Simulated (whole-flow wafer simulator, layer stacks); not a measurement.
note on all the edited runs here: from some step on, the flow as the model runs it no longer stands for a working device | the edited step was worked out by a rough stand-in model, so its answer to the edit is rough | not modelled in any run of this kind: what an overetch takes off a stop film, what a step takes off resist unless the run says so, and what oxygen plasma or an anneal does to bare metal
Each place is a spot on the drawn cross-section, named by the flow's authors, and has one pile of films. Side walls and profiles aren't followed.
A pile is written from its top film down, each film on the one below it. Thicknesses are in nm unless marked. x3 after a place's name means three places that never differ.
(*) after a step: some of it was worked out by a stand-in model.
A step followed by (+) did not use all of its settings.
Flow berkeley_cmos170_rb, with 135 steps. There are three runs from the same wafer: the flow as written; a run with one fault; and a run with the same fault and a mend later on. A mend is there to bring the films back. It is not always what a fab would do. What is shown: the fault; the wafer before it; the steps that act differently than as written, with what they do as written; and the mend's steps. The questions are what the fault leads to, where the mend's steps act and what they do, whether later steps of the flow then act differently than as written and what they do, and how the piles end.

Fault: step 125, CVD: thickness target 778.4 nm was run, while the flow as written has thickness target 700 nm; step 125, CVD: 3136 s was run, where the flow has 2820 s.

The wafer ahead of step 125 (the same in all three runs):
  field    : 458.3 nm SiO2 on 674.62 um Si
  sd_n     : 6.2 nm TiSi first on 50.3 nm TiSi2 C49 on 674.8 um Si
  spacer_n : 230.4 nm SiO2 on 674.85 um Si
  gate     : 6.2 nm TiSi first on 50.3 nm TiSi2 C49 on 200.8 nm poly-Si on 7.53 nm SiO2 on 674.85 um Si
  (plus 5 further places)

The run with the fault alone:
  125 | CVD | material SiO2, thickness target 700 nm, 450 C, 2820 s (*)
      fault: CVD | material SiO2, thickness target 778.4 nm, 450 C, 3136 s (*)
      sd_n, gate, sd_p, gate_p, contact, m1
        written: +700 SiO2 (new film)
        fault: +778.4 SiO2 (new film)
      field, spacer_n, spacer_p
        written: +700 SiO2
        fault: +778.4 SiO2
  Steps later in the flow that act otherwise than as written (not shown: 3 more steps that differ only slightly, by at most 2% or 0.5 nm, whichever is larger):
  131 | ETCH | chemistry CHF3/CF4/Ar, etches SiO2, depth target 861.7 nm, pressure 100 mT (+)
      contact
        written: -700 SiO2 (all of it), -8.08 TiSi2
        fault: -778.4 SiO2 (all of it), -4.16 TiSi2
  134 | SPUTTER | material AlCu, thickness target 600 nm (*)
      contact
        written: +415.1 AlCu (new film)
        fault: +397.3 AlCu (new film)
  The piles end different from the flow's at field, sd_n, spacer_n and 6 more by more than 2% or 0.5 nm, whichever is larger.
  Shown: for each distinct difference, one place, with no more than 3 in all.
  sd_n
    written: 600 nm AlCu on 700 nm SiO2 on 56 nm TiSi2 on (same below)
    fault: 600 nm AlCu on 778.4 nm SiO2 on 56 nm TiSi2 on (same below)
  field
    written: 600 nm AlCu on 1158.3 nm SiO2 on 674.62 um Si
    fault: 600 nm AlCu on 1236.7 nm SiO2 on 674.62 um Si
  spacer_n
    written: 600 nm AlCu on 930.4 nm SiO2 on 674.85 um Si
    fault: 600 nm AlCu on 1008.8 nm SiO2 on 674.85 um Si

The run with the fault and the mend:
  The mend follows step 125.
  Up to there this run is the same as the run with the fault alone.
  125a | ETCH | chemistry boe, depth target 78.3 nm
      field, sd_n, spacer_n and 6 more
        -78.3 SiO2
  None of the later steps of the flow differs from how it acts as written, at any place that is followed, by more than 2% or 0.5 nm, whichever is larger.
  The piles end only slightly different from the flow's at the places that both follow, by no more than 2% or 0.5 nm, whichever is larger.
